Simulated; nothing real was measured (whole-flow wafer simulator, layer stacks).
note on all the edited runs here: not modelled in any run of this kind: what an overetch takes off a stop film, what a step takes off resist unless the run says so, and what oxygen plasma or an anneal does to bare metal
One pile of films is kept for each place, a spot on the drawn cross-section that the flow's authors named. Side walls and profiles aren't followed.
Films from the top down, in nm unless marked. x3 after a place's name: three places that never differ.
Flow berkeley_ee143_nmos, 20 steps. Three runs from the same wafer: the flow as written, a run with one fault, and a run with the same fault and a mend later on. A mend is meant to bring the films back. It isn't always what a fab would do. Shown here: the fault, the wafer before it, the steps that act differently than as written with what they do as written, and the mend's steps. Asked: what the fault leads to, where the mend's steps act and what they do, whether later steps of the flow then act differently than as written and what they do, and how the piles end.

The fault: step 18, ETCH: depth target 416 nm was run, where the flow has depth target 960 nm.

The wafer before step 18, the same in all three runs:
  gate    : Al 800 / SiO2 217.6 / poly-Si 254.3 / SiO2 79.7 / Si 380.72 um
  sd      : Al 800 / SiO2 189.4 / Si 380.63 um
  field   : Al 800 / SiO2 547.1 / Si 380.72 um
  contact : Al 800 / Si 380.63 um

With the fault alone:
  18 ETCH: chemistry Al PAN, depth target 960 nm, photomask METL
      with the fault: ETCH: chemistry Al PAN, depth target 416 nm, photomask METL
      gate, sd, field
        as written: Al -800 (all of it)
        with the fault: Al -416
  No later step of the flow acts differently than as written at any place that is followed.
  At the end the piles differ from the flow's by more than 2% or 0.5 nm, whichever is larger, at gate, sd, field.
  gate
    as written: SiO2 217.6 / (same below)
    with the fault: Al 384 / SiO2 217.6 / (same below)
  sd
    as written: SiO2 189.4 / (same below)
    with the fault: Al 384 / SiO2 189.4 / (same below)
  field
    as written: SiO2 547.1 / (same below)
    with the fault: Al 384 / SiO2 547.1 / (same below)

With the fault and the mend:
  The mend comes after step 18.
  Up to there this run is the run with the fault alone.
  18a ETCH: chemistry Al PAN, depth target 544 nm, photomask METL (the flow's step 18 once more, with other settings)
      gate, sd, field
        Al -384 (all of it)
  No later step of the flow acts differently than as written at any place that is followed.
  At the end the piles are the same as the flow's at every place that both follow.
